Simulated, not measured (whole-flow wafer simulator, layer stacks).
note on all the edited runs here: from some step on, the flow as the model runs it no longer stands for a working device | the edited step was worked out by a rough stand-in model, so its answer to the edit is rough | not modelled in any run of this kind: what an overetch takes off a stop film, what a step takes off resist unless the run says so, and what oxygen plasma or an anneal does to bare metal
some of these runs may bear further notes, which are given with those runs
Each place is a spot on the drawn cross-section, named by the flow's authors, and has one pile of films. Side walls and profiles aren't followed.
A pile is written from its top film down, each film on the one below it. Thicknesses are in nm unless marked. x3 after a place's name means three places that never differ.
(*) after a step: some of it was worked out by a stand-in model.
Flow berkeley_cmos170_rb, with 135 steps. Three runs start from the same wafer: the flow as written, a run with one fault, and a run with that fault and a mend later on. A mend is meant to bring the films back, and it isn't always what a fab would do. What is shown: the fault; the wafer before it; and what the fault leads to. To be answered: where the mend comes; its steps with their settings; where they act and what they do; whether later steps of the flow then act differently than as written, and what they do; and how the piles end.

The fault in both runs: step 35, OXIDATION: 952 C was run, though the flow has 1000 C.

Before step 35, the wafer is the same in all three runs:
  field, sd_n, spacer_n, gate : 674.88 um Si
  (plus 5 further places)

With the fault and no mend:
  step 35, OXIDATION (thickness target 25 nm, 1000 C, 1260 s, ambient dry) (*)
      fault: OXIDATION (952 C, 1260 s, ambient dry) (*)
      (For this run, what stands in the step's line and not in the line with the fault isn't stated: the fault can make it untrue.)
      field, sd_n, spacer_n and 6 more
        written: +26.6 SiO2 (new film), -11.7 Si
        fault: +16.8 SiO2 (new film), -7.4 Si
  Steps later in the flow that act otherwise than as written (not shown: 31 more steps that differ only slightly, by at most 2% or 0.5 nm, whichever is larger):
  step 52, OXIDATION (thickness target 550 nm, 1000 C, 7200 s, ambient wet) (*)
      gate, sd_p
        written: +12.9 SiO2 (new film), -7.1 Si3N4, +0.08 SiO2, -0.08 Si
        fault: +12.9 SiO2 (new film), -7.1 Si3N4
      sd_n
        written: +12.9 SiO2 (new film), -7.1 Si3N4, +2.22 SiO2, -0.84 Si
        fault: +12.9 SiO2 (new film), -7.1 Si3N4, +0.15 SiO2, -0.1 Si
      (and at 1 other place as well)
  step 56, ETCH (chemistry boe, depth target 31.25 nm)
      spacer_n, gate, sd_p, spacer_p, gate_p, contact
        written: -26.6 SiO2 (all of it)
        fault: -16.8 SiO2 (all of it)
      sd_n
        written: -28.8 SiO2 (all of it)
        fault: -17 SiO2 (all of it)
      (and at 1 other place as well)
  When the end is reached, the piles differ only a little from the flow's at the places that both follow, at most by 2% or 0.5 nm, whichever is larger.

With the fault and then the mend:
  After step 36 comes the mend.
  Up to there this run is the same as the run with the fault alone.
  step 36a, OXIDATION (1000 C, 601 s, ambient dry) (*) (a further turn of the flow's step 35, with different settings)
      field, sd_n, spacer_n and 6 more
        +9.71 SiO2, -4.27 Si
  Later steps of the flow that are run all act as written at every place that is followed, up to a difference of at most 2% or 0.5 nm, whichever is larger.
  By the end, the piles equal the flow's at every place that both follow.
